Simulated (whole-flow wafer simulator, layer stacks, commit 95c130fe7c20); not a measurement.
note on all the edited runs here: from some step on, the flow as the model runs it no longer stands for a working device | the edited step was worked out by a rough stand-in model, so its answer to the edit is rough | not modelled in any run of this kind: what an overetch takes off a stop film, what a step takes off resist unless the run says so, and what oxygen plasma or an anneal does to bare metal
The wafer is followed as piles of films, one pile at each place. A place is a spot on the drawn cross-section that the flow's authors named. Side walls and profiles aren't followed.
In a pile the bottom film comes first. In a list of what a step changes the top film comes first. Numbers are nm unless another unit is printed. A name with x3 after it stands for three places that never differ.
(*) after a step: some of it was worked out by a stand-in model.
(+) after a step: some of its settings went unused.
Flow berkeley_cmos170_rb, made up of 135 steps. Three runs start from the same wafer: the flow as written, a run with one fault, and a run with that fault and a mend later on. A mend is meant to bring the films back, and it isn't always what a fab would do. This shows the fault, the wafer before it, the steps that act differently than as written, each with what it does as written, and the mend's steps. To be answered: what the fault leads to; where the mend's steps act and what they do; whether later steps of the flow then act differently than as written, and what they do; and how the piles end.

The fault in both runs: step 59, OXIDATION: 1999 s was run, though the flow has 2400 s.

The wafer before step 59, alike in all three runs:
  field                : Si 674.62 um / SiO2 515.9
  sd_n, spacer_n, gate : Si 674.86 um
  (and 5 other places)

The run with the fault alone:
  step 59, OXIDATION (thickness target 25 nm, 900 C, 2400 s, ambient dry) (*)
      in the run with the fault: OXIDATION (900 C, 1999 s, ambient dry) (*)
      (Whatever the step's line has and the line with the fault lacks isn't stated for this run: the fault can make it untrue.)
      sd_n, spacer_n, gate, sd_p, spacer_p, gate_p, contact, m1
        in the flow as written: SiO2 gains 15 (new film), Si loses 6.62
        in the run with the fault: SiO2 gains 13.4 (new film), Si loses 5.89
  Later steps of the flow acting differently than as written (not shown: 29 more steps that differ only slightly, by at most 2% or 0.5 nm, whichever is larger):
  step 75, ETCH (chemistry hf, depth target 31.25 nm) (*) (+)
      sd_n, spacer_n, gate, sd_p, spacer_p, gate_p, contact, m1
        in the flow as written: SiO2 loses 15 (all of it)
        in the run with the fault: SiO2 loses 13.4 (all of it)
  At the end the piles are close to the flow's at the places that both follow, differing by at most 2% or 0.5 nm, whichever is larger.

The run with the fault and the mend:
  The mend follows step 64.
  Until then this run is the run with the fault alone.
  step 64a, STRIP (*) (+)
      sd_p
        KrF resist loses 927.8 (all of it)
      spacer_p
        KrF resist loses 911.1 (all of it)
      gate_p
        KrF resist loses 910.2 (all of it)
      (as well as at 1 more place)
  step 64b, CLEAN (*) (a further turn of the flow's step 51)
      alters no film at any place that is followed
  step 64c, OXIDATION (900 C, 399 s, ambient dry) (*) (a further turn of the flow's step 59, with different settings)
      sd_n, spacer_n, gate, sd_p, spacer_p, gate_p, contact, m1
        SiO2 gains 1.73, Si loses 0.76
      field
        SiO2 gains 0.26, Si loses 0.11
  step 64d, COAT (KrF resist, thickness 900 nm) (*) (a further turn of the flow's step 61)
      field
        KrF resist gains 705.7 (new film)
      sd_n
        KrF resist gains 957.4 (new film)
      spacer_n
        KrF resist gains 924.9 (new film)
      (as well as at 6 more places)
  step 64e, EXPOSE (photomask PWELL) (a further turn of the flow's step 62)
      alters no film at any place that is followed
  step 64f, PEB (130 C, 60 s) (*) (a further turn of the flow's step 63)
      alters no film at any place that is followed
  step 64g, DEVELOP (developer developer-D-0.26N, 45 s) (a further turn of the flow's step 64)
      sd_p, spacer_p, gate_p, m1
        KrF resist loses 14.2
      field
        KrF resist loses 705.7 (all of it)
      sd_n
        KrF resist loses 957.4 (all of it)
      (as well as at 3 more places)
  None of the later steps of the flow differs from how it acts as written, at any place that is followed, by more than 2% or 0.5 nm, whichever is larger.
  At the end the piles are close to the flow's at the places that both follow, differing by at most 2% or 0.5 nm, whichever is larger.
